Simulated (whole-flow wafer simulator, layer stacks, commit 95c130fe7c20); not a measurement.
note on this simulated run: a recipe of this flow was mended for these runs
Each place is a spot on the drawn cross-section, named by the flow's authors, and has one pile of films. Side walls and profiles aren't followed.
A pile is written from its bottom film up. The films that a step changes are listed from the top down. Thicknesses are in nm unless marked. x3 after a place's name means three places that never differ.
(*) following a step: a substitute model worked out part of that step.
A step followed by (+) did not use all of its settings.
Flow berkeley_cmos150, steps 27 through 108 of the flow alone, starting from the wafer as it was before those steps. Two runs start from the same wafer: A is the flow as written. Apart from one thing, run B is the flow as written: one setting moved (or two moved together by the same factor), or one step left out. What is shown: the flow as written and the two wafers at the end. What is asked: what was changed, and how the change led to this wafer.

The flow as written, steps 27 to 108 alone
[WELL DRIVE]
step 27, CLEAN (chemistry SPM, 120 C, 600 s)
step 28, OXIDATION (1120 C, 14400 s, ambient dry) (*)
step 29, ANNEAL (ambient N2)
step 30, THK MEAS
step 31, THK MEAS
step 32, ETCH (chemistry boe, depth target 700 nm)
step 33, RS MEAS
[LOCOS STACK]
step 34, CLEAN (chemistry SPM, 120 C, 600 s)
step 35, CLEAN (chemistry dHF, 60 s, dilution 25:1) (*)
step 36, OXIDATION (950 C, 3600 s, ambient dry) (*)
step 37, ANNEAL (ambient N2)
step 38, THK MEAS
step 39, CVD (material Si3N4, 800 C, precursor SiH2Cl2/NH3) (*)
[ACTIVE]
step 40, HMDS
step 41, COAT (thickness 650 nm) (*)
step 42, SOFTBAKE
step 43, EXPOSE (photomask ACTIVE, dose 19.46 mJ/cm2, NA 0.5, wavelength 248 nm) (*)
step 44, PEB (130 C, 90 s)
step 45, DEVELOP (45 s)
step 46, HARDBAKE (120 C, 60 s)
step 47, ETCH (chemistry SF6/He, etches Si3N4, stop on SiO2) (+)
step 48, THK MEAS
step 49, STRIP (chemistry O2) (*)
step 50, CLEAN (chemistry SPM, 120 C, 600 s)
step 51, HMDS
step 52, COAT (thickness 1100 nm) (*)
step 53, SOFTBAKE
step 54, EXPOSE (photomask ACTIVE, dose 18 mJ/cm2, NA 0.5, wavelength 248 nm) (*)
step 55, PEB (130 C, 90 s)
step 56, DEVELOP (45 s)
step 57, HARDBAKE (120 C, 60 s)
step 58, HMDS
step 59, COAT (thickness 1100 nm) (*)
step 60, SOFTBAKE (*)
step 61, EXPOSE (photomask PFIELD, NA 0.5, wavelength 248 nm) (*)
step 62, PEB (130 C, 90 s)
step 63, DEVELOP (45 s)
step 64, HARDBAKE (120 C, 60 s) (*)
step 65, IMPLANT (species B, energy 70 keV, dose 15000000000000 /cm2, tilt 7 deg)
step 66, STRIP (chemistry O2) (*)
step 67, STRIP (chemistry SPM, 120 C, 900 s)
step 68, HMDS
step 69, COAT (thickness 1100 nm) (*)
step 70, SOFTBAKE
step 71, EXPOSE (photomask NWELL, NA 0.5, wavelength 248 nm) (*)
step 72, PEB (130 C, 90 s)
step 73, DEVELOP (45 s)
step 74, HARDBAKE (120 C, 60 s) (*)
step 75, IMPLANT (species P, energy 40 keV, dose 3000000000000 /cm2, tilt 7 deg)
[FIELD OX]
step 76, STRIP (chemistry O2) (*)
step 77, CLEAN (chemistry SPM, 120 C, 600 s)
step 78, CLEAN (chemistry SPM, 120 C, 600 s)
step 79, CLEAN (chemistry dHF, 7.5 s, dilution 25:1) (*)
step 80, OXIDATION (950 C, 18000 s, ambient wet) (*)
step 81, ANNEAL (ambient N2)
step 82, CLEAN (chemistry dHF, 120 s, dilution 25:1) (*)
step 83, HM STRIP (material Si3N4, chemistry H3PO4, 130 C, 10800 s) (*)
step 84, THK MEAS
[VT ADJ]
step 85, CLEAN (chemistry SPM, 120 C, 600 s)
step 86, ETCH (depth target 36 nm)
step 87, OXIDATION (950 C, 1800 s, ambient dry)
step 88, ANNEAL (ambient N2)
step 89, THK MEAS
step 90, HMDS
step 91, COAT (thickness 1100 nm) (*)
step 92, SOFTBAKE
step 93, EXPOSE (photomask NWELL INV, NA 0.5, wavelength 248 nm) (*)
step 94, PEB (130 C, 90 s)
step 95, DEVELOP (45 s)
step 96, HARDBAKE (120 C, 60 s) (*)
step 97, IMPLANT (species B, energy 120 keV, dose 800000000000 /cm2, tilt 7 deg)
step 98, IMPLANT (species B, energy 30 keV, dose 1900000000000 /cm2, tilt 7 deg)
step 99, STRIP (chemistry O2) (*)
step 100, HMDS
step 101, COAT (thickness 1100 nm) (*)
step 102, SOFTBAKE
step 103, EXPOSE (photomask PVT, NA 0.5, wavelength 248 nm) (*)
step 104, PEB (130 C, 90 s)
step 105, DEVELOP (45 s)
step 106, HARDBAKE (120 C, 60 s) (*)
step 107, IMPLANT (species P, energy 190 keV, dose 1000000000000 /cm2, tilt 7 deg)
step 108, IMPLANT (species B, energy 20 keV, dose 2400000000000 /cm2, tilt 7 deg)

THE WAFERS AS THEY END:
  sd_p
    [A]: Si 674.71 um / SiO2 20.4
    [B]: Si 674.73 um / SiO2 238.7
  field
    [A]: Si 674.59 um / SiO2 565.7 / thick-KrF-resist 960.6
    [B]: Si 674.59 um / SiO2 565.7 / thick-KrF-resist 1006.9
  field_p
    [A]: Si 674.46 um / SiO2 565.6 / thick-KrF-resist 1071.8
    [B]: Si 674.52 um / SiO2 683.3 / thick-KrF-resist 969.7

What caused this: step 32, ETCH: depth target 280 nm was run, whereas the flow has depth target 700 nm.

The path from the change to this, step by step:
  step 32, ETCH (chemistry boe, depth target 700 nm)
      field, sd_n, gate_n, contact, m1: A SiO2 loses 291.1 (all of it) | B SiO2 loses 280
      field_p, sd_p, gate_p: A SiO2 loses 555.5 (all of it) | B SiO2 loses 280
  step 34, CLEAN (chemistry SPM, 120 C, 600 s)
      field, field_p, sd_n, gate_n, sd_p, gate_p, contact, m1: A chemical SiO2 gains 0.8 (new film), Si loses 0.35 | B nothing
  step 35, CLEAN (chemistry dHF, 60 s, dilution 25:1) (*)
      field, sd_n, gate_n, contact, m1: A chemical SiO2 loses 0.8 (all of it) | B SiO2 loses 11.1 (all of it)
      field_p, sd_p, gate_p: A chemical SiO2 loses 0.8 (all of it) | B SiO2 loses 11.5
  step 36, OXIDATION (950 C, 3600 s, ambient dry) (*)
      field_p, sd_p, gate_p: A SiO2 gains 31.5 (new film), Si loses 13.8 | B SiO2 gains 8.17, Si loses 3.59
  step 41, COAT (thickness 650 nm) (*)
      field: A KrF-resist gains 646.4 (new film) | B KrF-resist gains 679.4 (new film)
      field_p: A KrF-resist gains 715.2 (new film) | B KrF-resist gains 593.7 (new film)
      (also at 4 further places)
  step 45, DEVELOP (45 s)
      field: A KrF-resist loses 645 (all of it) | B KrF-resist loses 677.8 (all of it)
      field_p: A KrF-resist loses 713.6 (all of it) | B KrF-resist loses 592.4 (all of it)
  step 46, HARDBAKE (120 C, 60 s)
      sd_n: A KrF-resist loses 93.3 | B KrF-resist loses 97.9
      sd_p: A KrF-resist loses 102.4 | B KrF-resist loses 89.9
      (also at 2 further places)
  step 49, STRIP (chemistry O2) (*)
      sd_n: A KrF-resist loses 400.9 (all of it) | B KrF-resist loses 426.7 (all of it)
      gate_n: A KrF-resist loses 409.3 (all of it) | B KrF-resist loses 419.2 (all of it)
      (also at 3 further places)
  step 52, COAT (thickness 1100 nm) (*)
      field: A thick-KrF-resist gains 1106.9 (new film) | B thick-KrF-resist gains 1162.6 (new film)
      field_p: A thick-KrF-resist gains 1219.5 (new film) | B thick-KrF-resist gains 1064.5 (new film)
      (also at 3 further places)
  step 56, DEVELOP (45 s)
      field: A thick-KrF-resist loses 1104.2 (all of it) | B thick-KrF-resist loses 1159.7 (all of it)
      field_p: A thick-KrF-resist loses 1216.4 (all of it) | B thick-KrF-resist loses 1061.9 (all of it)
  step 57, HARDBAKE (120 C, 60 s)
      sd_n: A thick-KrF-resist loses 155.7 | B thick-KrF-resist loses 160.8
      sd_p: A thick-KrF-resist loses 169.9 | B thick-KrF-resist loses 150.4
      (also at 1 further place)
  step 59, COAT (thickness 1100 nm) (*)
      field: A thick-KrF-resist gains 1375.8 (new film) | B thick-KrF-resist gains 1423.9 (new film)
      field_p: A thick-KrF-resist gains 1495 (new film) | B thick-KrF-resist gains 1324.9 (new film)
      (also at 2 further places)
  step 62, PEB (130 C, 90 s)
      field_p: A thick-KrF-resist loses 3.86 | B thick-KrF-resist loses 3.34
  step 63, DEVELOP (45 s)
      field: A thick-KrF-resist loses 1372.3 (all of it) | B thick-KrF-resist loses 1420.3 (all of it)
  step 66, STRIP (chemistry O2) (*)
      field_p: A thick-KrF-resist loses 1477.9 (all of it) | B thick-KrF-resist loses 1308.3 (all of it)
      sd_n: A thick-KrF-resist loses 1395.2 (all of it) | B thick-KrF-resist loses 1426.5 (all of it)
      (also at 2 further places)
  step 69, COAT (thickness 1100 nm) (*)
      field: A thick-KrF-resist gains 1106.9 (new film) | B thick-KrF-resist gains 1162.6 (new film)
      field_p: A thick-KrF-resist gains 1219.5 (new film) | B thick-KrF-resist gains 1064.5 (new film)
      (also at 3 further places)
  ... 9 other steps ...
  step 105, DEVELOP (45 s)
      sd_p: A thick-KrF-resist loses 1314 (all of it) | B thick-KrF-resist loses 1187.7 (all of it)
      gate_p: A thick-KrF-resist loses 1288.3 (all of it) | B thick-KrF-resist loses 1171.3 (all of it)
